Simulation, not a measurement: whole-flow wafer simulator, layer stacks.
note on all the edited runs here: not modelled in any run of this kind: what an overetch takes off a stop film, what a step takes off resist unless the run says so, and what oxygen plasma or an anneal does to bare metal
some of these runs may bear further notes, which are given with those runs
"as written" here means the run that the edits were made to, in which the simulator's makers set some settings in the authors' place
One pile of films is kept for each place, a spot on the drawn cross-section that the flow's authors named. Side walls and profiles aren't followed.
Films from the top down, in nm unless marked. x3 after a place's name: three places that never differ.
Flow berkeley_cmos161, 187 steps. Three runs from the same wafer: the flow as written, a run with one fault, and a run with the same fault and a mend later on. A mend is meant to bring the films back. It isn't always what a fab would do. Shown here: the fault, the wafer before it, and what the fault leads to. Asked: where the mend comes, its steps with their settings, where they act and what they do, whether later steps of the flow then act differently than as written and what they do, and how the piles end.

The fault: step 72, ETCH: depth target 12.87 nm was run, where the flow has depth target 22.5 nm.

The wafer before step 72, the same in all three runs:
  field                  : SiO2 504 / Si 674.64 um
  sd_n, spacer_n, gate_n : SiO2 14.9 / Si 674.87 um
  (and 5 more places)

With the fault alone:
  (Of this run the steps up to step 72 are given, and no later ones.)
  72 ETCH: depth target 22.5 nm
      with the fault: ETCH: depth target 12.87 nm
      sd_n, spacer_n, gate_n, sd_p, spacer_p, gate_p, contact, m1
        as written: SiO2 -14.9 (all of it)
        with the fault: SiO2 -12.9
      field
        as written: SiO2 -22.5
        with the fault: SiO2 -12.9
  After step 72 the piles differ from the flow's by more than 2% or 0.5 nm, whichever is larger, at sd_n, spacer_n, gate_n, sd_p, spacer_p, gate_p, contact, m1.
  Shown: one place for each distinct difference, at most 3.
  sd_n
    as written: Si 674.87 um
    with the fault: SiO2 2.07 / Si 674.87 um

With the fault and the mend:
  The mend comes after step 72.
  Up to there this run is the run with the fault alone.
  72a ETCH: depth target 9.63 nm (the flow's step 72 once more, with other settings)
      sd_n, spacer_n, gate_n, sd_p, spacer_p, gate_p, contact, m1
        SiO2 -2.07 (all of it)
      field
        SiO2 -9.63
  No later step of the flow acts differently than as written at any place that is followed.
  At the end the piles are the same as the flow's at every place that both follow.
